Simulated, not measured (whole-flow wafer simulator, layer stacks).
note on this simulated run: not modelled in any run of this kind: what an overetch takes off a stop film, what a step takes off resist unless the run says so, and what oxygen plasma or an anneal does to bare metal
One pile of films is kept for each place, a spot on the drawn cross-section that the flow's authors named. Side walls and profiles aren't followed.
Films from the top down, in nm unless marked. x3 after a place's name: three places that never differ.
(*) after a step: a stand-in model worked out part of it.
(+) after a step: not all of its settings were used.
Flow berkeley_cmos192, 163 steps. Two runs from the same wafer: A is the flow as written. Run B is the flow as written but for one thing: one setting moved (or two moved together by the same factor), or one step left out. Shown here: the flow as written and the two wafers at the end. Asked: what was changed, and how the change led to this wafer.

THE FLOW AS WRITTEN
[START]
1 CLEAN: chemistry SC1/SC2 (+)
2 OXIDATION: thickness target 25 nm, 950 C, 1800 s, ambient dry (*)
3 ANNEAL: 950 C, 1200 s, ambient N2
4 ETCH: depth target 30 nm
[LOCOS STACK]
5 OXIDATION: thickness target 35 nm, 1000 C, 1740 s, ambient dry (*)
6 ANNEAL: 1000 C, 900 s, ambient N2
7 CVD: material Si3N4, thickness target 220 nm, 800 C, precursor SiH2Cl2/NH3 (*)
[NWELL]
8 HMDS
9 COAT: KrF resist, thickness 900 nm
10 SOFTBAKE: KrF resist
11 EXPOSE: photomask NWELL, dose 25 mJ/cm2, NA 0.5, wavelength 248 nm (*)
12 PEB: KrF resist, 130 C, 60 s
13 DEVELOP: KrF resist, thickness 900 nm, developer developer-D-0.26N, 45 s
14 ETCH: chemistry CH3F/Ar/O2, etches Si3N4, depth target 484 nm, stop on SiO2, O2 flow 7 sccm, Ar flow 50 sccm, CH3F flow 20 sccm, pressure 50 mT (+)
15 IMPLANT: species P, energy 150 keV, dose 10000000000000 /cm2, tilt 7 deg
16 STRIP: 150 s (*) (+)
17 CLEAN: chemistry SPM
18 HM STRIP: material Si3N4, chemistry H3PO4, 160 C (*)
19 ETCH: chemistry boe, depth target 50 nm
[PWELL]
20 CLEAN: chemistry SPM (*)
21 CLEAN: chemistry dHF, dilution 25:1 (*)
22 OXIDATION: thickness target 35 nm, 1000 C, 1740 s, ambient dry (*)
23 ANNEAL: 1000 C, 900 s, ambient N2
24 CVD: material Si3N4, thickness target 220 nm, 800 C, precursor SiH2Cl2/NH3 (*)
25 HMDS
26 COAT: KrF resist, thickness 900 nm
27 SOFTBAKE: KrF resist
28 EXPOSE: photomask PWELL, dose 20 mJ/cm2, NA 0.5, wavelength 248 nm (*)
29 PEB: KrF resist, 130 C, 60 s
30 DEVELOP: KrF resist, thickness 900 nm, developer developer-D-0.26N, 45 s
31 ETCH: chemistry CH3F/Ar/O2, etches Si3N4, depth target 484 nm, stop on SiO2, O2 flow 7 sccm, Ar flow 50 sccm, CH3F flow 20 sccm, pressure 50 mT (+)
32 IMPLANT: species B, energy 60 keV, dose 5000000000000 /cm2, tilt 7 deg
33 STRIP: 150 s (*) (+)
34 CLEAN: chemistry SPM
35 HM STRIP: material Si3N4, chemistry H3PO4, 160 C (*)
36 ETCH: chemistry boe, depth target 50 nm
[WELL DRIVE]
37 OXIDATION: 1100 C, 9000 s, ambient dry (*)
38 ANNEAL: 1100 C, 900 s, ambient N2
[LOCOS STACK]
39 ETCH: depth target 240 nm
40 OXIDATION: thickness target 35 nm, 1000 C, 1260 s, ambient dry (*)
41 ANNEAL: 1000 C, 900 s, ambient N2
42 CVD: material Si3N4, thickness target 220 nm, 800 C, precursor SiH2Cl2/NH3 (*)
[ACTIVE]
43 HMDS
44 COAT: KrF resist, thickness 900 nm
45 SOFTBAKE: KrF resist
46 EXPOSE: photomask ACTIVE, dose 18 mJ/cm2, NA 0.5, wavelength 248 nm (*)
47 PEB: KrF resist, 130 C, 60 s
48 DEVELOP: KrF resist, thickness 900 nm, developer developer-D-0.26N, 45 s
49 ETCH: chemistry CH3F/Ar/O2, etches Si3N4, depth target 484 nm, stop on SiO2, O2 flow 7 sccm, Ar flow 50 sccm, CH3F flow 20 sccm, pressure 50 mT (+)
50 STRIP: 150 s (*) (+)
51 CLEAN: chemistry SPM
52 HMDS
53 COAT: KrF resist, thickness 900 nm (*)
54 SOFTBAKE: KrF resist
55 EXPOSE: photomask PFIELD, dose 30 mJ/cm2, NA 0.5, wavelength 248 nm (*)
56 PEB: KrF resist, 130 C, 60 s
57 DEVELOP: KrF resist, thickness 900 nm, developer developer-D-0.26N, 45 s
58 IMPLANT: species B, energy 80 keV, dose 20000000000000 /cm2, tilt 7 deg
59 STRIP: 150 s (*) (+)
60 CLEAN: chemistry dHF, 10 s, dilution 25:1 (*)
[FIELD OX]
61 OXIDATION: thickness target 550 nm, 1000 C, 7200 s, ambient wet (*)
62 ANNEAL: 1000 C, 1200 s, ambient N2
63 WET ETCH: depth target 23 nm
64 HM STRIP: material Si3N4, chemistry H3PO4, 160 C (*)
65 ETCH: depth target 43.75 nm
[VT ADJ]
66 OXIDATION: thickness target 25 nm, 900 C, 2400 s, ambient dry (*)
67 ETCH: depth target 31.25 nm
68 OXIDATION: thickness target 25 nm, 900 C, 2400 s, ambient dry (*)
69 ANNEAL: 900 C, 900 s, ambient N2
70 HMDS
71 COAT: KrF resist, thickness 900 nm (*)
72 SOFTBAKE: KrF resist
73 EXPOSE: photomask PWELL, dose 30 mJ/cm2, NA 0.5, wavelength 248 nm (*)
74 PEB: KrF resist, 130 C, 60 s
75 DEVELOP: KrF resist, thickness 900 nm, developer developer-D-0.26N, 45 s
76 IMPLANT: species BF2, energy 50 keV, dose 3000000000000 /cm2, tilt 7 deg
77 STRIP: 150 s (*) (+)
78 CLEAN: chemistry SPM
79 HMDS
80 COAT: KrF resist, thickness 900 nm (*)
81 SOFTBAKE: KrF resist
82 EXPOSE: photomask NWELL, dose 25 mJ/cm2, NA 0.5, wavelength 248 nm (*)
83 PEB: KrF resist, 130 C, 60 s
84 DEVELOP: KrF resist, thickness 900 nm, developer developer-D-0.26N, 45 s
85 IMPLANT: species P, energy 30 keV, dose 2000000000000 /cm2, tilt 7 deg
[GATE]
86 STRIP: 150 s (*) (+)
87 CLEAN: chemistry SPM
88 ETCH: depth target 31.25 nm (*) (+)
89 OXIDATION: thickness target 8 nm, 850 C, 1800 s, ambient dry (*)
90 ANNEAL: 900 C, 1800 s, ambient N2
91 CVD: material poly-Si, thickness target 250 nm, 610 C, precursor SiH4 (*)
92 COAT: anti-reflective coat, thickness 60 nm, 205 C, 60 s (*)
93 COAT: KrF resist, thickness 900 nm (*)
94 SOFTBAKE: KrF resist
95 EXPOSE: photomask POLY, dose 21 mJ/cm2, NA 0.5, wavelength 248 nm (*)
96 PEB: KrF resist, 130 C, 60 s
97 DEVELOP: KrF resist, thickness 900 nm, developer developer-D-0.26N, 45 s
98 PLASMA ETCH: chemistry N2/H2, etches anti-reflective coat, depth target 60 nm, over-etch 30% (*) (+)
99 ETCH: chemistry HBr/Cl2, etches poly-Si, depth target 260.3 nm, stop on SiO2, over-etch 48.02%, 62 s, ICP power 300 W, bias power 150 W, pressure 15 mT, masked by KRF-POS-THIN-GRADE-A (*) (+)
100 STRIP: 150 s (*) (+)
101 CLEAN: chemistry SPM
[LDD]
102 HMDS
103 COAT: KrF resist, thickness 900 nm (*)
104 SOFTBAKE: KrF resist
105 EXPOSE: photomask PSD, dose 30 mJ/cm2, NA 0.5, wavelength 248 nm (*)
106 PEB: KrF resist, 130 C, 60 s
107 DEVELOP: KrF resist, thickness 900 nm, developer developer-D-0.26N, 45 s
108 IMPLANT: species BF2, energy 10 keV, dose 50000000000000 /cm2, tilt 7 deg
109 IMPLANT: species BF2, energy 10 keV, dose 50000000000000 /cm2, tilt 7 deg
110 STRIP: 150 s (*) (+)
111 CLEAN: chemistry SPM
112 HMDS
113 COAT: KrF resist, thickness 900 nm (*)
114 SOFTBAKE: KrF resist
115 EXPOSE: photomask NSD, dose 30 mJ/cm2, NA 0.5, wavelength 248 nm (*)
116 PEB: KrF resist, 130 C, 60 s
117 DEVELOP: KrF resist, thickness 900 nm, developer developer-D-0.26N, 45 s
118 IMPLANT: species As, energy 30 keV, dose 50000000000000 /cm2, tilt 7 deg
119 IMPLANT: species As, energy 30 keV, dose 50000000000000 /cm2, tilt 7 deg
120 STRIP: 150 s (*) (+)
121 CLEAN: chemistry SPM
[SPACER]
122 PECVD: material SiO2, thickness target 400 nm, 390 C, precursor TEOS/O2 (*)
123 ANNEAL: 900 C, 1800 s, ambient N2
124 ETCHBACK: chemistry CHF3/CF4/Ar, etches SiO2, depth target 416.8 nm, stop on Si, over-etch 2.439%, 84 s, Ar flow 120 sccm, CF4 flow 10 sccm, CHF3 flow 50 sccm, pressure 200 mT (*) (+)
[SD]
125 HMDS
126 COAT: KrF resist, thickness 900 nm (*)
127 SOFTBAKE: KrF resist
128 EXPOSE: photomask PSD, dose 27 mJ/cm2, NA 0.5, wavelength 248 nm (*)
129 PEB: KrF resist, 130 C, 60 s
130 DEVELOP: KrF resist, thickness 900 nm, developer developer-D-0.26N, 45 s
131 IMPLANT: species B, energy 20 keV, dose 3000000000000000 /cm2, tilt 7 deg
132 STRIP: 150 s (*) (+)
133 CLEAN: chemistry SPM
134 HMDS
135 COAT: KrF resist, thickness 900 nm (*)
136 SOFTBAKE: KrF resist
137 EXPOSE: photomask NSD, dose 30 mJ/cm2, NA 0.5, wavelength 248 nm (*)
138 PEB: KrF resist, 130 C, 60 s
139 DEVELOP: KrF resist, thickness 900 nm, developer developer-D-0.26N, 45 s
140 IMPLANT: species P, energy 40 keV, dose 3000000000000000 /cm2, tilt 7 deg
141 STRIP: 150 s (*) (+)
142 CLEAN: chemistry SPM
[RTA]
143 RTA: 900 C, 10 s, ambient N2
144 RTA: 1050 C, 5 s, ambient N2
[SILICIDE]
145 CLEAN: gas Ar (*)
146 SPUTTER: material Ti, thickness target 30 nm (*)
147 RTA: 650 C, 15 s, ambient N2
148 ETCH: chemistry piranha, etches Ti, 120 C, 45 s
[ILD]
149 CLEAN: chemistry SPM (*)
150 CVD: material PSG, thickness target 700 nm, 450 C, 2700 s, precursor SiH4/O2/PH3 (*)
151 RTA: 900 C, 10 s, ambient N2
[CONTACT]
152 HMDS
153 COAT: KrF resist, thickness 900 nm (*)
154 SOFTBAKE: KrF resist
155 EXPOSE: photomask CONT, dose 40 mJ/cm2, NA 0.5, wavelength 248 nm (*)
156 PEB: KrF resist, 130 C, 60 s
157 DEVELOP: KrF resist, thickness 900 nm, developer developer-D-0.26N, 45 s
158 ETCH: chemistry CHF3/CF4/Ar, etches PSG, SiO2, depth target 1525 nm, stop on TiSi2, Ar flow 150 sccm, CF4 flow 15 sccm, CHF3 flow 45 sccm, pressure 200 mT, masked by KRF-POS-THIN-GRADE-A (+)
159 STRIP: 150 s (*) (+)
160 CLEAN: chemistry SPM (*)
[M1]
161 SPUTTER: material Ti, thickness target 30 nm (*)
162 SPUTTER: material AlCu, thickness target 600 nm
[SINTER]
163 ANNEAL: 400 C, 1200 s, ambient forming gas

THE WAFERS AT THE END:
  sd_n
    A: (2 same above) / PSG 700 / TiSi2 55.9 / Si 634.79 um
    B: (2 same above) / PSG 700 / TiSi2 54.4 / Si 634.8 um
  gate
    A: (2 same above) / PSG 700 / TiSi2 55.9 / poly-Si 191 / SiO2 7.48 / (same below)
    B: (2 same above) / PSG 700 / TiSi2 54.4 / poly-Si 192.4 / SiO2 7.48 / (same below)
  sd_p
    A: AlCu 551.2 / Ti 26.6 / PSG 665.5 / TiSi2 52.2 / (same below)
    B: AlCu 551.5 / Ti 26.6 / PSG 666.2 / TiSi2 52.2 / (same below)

The cause: step 147, RTA: 7 s was run, where the flow has 15 s.

How the change led to this, step by step:
  147 RTA: 650 C, 15 s, ambient N2
      sd_n, contact, m1: A Ti -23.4, TiSi first +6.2 (new film), TiSi2 C49 +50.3 (new film), Si -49 | B Ti -22.8, TiSi first +23.6 (new film), TiSi2 C49 +22.8 (new film), Si -36
      gate, gate_p: A Ti -23.4, TiSi first +6.2 (new film), TiSi2 C49 +50.3 (new film), poly-Si -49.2 | B Ti -22.8, TiSi first +23.6 (new film), TiSi2 C49 +22.8 (new film), poly-Si -36.2
      (and at 1 more place)
  148 ETCH: chemistry piranha, etches Ti, 120 C, 45 s
      sd_n, gate, gate_p, contact, m1: A Ti -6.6 (all of it), TiSi first -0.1 | B Ti -7.23 (all of it), TiSi first -0.1
  151 RTA: 900 C, 10 s, ambient N2
      sd_n, contact, m1: A under 1 film: TiSi2 +55.9 (new film), TiSi first -6.09 (all of it), TiSi2 C49 -50.3 (all of it), Si -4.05 | B under 1 film: TiSi2 +54.4 (new film), TiSi first -23.5 (all of it), TiSi2 C49 -22.8 (all of it), Si -15.6
      gate, gate_p: A under 1 film: TiSi2 +55.9 (new film), TiSi first -6.09 (all of it), TiSi2 C49 -50.3 (all of it), poly-Si -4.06 | B under 1 film: TiSi2 +54.4 (new film), TiSi first -23.5 (all of it), TiSi2 C49 -22.8 (all of it), poly-Si -15.7
      (and at 1 more place)
